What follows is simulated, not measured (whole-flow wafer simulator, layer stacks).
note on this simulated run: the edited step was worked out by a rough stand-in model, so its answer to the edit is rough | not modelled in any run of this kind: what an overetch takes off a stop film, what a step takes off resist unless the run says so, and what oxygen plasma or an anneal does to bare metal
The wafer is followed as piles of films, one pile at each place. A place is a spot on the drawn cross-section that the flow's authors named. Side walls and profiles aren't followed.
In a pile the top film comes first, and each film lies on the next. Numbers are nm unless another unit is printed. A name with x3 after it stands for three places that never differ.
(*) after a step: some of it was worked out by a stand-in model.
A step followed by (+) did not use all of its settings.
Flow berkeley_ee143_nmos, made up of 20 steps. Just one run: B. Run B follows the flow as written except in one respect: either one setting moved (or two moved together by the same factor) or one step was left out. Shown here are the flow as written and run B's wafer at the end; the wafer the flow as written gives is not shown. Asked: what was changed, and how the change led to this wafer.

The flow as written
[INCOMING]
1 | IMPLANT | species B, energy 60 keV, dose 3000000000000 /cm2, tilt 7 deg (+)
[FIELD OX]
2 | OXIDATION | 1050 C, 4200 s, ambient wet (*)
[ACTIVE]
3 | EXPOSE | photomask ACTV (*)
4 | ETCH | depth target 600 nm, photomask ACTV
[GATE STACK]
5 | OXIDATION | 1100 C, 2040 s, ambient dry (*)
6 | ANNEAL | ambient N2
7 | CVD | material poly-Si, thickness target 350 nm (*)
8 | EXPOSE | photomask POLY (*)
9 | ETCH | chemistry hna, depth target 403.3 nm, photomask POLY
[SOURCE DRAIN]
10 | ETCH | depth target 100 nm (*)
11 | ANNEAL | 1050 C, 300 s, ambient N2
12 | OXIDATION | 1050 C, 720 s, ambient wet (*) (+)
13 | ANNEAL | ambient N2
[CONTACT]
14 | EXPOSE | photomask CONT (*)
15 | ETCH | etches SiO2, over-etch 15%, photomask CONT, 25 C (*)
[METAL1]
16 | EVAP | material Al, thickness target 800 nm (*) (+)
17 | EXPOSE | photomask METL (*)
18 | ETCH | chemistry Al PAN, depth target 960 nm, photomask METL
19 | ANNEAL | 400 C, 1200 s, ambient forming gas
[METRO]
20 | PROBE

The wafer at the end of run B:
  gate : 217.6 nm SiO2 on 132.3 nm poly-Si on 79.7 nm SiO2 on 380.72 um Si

Cause: step 7, CVD: thickness target 228 nm was run, though the flow has thickness target 350 nm.

Step by step, how the change led to this:
  7 | CVD | material poly-Si, thickness target 350 nm (*)
      gate, sd, contact, field: +228 poly-Si (new film) (as written it would have been: +350 poly-Si (new film))
  9 | ETCH | chemistry hna, depth target 403.3 nm, photomask POLY
      sd, contact, field: -228 poly-Si (all of it) (as written it would have been: -350 poly-Si (all of it))
